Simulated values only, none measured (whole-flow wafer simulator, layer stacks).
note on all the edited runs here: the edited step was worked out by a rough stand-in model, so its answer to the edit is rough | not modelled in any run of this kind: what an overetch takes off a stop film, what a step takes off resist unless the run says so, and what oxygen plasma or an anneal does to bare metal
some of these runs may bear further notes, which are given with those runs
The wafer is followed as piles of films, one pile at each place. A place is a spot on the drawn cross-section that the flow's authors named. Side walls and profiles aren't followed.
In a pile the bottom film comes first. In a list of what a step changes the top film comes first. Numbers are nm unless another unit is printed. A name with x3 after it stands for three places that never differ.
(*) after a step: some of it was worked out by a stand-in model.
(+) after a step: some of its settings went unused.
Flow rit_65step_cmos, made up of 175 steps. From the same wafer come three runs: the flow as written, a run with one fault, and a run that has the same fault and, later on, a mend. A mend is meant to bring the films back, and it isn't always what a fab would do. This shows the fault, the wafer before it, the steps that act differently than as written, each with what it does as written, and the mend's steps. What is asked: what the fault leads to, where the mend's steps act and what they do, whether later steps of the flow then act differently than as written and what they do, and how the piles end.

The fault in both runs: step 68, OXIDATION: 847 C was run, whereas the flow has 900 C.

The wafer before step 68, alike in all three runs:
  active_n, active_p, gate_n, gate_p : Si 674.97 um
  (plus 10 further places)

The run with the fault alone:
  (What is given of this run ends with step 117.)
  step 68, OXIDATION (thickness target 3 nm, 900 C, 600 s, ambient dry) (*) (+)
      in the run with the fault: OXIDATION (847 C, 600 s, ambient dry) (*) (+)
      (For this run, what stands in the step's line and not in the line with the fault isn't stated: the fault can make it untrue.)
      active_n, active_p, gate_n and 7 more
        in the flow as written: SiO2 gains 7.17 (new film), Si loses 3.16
        in the run with the fault: SiO2 gains 3 (new film), Si loses 1.32
  Steps further on in the flow that do not act as written (14 more steps, not shown, differ only slightly: by at most 2% or 0.5 nm, whichever is larger):
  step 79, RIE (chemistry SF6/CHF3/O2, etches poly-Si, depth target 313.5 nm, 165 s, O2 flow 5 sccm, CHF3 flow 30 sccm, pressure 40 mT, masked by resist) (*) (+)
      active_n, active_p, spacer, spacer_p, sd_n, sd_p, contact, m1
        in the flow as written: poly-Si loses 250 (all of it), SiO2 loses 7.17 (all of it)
        in the run with the fault: poly-Si loses 250 (all of it), SiO2 loses 3 (all of it)
  The piles after step 117 differ from the flow's at gate_n, gate_p by more than 2% or 0.5 nm, whichever is larger.
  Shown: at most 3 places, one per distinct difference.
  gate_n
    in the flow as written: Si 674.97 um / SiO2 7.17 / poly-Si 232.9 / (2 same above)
    in the run with the fault: Si 674.97 um / SiO2 3 / poly-Si 232.9 / (2 same above)

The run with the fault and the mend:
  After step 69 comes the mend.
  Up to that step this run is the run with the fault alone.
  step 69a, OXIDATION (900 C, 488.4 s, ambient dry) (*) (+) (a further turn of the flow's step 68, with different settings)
      active_n, active_p, gate_n and 7 more
        SiO2 gains 4, Si loses 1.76
  Every later step of the flow that is run acts as written, at every place that is followed, to within 2% or 0.5 nm, whichever is larger.
  When the end is reached, the piles differ only a little from the flow's at the places that both follow, at most by 2% or 0.5 nm, whichever is larger.
